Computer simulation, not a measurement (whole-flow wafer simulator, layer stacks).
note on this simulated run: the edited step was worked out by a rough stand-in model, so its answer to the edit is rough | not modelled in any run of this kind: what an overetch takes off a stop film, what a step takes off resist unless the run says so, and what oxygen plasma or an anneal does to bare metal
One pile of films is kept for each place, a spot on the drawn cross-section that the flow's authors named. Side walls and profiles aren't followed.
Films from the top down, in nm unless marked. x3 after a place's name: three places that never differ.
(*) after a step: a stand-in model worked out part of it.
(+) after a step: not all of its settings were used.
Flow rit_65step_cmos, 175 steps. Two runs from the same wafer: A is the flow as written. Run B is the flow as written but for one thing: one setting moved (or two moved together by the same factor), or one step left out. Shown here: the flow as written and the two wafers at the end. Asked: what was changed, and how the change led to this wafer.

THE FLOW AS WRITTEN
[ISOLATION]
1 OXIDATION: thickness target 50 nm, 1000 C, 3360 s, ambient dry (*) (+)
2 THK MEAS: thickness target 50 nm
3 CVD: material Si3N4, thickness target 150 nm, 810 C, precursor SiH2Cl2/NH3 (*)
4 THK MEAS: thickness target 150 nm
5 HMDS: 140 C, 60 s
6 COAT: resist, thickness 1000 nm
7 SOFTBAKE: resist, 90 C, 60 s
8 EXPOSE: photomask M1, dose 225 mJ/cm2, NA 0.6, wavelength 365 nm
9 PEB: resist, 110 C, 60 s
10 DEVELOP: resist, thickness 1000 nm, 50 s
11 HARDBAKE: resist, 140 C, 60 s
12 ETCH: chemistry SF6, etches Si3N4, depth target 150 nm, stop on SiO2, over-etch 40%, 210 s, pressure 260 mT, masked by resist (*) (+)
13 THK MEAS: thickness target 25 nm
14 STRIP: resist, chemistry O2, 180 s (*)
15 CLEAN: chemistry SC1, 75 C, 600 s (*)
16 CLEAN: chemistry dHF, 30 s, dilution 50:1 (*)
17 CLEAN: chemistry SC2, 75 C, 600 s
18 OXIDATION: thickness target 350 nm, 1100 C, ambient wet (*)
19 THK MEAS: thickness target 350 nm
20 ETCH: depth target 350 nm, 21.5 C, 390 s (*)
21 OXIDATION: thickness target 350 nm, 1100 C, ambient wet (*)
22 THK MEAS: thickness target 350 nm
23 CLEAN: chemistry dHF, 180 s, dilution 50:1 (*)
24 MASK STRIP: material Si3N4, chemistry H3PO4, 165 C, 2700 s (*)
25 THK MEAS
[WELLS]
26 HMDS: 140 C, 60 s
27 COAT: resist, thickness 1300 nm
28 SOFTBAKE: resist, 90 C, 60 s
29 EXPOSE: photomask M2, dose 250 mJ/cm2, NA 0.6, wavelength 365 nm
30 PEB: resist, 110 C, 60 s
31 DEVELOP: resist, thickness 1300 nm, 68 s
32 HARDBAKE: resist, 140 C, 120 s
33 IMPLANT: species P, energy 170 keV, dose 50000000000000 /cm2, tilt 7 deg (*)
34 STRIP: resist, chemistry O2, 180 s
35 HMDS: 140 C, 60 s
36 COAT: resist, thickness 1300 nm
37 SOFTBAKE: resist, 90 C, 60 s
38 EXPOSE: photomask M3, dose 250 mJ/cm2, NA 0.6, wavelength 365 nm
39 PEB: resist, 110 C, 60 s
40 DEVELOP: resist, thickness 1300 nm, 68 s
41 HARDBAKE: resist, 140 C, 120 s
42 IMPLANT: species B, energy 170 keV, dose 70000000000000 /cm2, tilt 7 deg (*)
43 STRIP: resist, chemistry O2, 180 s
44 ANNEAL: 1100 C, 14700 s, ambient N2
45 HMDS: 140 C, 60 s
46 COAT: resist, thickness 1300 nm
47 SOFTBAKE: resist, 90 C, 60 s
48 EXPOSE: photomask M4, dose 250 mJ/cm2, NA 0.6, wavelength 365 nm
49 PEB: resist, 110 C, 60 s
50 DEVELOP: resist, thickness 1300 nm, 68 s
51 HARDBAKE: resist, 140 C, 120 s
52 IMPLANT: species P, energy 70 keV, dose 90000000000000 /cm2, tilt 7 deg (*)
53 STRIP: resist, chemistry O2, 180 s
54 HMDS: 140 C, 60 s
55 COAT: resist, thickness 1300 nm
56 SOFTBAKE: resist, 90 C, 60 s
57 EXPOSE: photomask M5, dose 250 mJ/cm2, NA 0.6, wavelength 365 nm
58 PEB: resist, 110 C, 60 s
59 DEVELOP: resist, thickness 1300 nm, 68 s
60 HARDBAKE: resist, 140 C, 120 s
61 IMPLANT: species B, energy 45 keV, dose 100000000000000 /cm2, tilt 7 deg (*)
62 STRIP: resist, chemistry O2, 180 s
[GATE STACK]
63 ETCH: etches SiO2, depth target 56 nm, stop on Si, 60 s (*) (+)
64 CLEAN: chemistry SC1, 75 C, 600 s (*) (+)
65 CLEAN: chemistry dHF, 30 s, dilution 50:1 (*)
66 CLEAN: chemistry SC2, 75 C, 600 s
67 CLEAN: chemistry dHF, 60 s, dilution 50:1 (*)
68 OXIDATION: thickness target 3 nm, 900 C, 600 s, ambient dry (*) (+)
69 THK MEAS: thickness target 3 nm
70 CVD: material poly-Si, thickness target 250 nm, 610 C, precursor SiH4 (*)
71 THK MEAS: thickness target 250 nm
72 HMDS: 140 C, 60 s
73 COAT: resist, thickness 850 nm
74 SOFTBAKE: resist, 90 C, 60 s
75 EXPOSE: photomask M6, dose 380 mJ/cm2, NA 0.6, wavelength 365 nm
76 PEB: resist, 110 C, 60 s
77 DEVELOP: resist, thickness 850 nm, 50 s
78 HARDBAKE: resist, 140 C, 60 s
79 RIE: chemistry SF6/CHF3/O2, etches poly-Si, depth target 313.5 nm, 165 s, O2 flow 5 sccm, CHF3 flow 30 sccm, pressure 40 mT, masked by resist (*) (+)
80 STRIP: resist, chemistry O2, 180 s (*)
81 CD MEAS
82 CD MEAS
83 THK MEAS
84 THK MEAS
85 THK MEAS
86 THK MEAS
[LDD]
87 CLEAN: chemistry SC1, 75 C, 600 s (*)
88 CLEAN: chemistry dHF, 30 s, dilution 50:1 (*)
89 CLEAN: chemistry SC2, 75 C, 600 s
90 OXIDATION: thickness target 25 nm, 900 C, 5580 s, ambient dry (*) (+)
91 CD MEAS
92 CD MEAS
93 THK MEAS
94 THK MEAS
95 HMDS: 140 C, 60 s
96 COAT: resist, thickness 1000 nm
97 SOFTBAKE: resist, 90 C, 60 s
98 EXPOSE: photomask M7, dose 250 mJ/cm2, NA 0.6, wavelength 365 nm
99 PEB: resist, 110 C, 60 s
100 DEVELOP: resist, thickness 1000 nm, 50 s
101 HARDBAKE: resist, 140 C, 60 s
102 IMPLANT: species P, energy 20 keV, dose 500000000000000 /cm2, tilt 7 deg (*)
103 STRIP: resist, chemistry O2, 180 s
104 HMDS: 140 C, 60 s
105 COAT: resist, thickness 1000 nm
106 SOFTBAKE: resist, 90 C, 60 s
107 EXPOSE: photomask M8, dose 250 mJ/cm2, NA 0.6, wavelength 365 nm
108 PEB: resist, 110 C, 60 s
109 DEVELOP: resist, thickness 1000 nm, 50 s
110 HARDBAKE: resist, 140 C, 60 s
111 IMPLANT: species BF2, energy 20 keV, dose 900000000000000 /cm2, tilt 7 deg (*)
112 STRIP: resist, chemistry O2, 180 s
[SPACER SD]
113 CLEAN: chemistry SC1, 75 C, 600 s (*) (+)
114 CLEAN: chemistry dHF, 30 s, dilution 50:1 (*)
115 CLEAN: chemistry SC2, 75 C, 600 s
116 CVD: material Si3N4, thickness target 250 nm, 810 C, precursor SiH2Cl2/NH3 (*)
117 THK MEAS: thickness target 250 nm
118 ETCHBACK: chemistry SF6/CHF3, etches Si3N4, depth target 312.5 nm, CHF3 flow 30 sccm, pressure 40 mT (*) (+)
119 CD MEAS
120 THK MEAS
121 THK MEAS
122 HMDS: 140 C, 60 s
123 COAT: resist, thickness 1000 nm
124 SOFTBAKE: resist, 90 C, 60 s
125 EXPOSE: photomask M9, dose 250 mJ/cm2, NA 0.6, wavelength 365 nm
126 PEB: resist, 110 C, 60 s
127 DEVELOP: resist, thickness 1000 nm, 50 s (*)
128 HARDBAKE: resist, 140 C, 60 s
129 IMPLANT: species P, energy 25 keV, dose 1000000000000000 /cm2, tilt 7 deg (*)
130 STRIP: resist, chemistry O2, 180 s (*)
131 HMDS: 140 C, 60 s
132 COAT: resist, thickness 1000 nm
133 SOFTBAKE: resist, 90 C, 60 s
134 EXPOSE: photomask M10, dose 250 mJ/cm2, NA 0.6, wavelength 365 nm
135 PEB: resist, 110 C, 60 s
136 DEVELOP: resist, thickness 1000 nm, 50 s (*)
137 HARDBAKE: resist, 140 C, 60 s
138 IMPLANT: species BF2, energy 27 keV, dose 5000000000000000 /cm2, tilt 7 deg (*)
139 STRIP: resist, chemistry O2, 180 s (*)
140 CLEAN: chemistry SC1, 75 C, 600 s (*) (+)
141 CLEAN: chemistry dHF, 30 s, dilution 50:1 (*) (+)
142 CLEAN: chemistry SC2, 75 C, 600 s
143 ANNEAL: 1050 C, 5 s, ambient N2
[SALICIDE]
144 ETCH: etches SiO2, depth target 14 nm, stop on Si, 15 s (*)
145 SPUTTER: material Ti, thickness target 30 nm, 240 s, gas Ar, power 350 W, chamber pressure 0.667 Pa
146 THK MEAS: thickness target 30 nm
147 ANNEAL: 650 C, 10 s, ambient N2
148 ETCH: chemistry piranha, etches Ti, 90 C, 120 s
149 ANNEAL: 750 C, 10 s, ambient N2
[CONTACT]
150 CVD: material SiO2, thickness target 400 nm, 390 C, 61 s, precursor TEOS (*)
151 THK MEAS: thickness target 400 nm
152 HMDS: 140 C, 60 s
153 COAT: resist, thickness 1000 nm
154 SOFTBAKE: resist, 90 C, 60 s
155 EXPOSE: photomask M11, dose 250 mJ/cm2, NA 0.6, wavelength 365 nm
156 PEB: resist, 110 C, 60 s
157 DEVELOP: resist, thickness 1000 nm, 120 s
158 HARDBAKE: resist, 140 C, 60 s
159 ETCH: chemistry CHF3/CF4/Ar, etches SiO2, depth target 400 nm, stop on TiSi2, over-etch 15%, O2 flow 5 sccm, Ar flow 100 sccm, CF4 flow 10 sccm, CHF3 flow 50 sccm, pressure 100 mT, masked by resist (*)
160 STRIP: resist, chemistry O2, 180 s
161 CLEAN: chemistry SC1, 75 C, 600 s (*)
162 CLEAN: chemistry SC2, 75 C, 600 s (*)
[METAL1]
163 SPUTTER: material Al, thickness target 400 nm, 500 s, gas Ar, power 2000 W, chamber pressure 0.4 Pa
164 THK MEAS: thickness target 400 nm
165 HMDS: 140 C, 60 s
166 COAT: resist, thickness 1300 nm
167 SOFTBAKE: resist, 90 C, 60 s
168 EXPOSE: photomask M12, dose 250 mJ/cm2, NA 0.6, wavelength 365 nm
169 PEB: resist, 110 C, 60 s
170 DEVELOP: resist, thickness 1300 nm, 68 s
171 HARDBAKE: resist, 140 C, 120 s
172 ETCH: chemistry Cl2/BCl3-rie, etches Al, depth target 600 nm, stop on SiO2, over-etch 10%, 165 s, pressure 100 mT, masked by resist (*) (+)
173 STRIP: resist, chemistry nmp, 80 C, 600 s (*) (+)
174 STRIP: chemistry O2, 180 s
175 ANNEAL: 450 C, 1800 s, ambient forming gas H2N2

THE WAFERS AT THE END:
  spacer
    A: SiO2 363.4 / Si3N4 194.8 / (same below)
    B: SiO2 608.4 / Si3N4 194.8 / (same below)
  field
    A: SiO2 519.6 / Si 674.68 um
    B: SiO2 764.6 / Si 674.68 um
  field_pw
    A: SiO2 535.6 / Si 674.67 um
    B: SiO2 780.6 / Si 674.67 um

The cause: step 150, CVD: thickness target 645 nm was run, where the flow has thickness target 400 nm; step 150, CVD: 98 s was run, where the flow has 61 s.

How the change led to this, step by step:
  150 CVD: material SiO2, thickness target 400 nm, 390 C, 61 s, precursor TEOS (*)
      field, field_pw, field_nw, field_p: A SiO2 +400 | B SiO2 +645
      spacer, spacer_p: A SiO2 +400 (new film) | B SiO2 +645 (new film)
      (and at 2 more places)
